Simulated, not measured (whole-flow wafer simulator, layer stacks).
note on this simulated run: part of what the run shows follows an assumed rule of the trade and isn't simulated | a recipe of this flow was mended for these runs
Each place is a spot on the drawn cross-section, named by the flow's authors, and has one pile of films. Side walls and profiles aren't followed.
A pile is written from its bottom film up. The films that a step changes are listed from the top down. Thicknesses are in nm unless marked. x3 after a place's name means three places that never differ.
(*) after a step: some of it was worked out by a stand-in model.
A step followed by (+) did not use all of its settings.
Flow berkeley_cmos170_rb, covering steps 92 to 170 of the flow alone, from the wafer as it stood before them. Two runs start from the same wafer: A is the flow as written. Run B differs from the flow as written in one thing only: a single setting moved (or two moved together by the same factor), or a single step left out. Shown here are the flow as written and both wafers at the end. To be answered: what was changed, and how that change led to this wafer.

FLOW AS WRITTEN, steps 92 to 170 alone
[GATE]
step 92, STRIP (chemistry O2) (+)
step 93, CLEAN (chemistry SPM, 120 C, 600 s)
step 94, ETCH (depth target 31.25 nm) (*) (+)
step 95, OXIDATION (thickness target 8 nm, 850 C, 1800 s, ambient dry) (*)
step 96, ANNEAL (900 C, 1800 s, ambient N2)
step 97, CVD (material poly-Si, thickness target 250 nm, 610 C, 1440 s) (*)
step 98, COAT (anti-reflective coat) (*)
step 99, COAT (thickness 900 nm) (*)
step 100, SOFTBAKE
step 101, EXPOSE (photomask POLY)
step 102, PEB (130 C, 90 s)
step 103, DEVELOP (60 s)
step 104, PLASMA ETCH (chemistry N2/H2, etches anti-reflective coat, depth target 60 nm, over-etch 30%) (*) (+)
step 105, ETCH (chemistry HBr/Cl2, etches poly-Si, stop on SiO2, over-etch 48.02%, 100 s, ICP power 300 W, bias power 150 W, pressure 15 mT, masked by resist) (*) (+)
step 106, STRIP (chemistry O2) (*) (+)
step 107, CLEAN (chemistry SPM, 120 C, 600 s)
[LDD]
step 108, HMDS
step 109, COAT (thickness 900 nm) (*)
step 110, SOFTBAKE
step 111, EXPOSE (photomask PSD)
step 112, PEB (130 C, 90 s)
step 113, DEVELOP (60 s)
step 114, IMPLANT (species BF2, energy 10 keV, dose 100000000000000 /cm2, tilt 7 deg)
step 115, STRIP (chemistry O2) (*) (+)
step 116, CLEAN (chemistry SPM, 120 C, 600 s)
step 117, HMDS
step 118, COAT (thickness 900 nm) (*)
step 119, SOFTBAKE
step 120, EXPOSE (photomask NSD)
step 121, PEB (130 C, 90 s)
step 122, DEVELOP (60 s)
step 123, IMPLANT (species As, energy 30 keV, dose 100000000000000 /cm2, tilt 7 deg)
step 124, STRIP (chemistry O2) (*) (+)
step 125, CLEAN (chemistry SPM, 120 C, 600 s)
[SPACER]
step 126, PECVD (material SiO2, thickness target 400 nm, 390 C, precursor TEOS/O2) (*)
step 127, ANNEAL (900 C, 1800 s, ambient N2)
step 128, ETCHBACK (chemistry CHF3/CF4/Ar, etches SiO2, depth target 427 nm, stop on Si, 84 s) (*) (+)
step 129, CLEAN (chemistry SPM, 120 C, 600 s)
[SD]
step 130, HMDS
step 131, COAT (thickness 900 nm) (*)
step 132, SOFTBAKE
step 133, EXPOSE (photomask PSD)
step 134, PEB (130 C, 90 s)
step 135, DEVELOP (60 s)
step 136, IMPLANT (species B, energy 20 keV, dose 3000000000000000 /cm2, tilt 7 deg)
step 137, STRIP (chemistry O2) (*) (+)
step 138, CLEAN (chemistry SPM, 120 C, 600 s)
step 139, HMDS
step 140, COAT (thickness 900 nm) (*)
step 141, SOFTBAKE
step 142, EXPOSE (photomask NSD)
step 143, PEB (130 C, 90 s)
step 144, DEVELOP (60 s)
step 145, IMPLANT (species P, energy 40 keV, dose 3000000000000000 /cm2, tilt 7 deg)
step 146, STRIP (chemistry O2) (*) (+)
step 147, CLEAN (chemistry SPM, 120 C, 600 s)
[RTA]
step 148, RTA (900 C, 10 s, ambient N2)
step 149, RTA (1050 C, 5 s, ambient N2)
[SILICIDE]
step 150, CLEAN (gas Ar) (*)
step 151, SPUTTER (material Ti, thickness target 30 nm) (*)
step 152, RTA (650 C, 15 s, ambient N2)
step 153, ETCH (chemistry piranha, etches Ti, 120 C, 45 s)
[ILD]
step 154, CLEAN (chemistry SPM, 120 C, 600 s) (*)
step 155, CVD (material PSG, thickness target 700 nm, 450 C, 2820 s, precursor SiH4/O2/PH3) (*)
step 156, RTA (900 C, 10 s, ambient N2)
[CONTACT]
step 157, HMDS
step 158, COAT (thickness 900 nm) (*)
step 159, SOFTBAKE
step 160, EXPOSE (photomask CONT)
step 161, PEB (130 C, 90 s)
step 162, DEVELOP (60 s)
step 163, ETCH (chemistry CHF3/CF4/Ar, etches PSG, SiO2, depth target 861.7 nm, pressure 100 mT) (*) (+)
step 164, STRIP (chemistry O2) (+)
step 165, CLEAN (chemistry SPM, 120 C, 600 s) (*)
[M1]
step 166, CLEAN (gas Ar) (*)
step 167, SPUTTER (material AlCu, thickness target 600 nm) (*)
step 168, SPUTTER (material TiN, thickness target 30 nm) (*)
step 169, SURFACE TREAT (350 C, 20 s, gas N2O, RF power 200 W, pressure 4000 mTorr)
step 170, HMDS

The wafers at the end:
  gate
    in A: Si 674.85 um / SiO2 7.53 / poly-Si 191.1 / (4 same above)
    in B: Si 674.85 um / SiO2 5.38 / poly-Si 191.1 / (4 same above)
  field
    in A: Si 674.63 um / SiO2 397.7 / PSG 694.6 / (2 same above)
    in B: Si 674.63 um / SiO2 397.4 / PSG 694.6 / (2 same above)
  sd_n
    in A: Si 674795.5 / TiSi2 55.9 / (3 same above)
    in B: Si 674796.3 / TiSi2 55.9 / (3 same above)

The reason: step 95, OXIDATION: thickness target 4.4 nm was run, whereas the flow has thickness target 8 nm; step 95, OXIDATION: 990 s was run, where the flow has 1800 s.

How this came from the change, step by step:
  step 95, OXIDATION (thickness target 8 nm, 850 C, 1800 s, ambient dry) (*)
      sd_n, spacer_n, gate, sd_p, spacer_p, gate_p, contact, m1: A SiO2 gains 7.53 (new film), Si loses 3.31 | B SiO2 gains 5.38 (new film), Si loses 2.37
